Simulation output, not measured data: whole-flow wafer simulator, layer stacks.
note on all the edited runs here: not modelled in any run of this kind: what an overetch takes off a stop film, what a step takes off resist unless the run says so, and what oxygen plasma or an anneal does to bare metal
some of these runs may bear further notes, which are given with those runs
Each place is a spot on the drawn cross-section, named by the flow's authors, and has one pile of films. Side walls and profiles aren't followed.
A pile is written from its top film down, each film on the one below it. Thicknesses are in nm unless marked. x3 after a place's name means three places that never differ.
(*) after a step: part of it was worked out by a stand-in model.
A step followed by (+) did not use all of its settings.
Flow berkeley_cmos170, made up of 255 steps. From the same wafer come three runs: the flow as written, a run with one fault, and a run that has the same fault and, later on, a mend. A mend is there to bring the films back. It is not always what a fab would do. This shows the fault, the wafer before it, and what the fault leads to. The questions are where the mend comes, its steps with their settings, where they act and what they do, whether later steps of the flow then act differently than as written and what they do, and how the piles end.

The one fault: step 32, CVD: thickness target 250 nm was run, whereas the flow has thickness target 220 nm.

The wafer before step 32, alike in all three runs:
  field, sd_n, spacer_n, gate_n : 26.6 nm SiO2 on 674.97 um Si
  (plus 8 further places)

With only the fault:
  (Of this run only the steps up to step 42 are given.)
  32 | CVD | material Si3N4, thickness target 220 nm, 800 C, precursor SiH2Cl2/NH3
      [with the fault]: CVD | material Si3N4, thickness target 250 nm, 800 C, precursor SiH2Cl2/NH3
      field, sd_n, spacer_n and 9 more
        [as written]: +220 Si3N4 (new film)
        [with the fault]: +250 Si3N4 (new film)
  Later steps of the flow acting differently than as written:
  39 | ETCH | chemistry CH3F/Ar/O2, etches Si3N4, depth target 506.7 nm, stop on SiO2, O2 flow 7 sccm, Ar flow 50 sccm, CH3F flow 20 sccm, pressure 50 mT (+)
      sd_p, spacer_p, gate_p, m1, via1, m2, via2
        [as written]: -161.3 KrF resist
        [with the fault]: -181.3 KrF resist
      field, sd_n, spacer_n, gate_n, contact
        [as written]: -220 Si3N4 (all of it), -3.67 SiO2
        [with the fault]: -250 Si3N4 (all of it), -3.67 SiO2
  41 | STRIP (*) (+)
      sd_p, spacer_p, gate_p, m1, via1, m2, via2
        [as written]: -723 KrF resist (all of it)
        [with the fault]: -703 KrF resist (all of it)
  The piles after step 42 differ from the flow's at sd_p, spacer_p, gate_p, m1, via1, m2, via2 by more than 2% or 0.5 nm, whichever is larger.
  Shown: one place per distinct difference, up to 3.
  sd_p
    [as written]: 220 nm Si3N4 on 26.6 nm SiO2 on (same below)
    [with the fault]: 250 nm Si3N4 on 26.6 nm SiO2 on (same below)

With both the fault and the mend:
  The mend stands after step 32.
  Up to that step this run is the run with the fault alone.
  32a | ETCH | chemistry h3po4, depth target 287.5 nm
      field, sd_n, spacer_n and 9 more
        -250 Si3N4 (all of it)
  32b | CLEAN | chemistry SPM (the flow's step 25, run once more)
      leaves every film unchanged at each place that is followed
  32c | CVD | material Si3N4, thickness target 220 nm, 800 C, precursor SiH2Cl2/NH3 (the flow's step 32, run once more)
      field, sd_n, spacer_n and 9 more
        +220 Si3N4 (new film)
  Later steps of the flow that are run all act as written at every place that is followed.
  At every place that both follow, the piles at the end match the flow's.
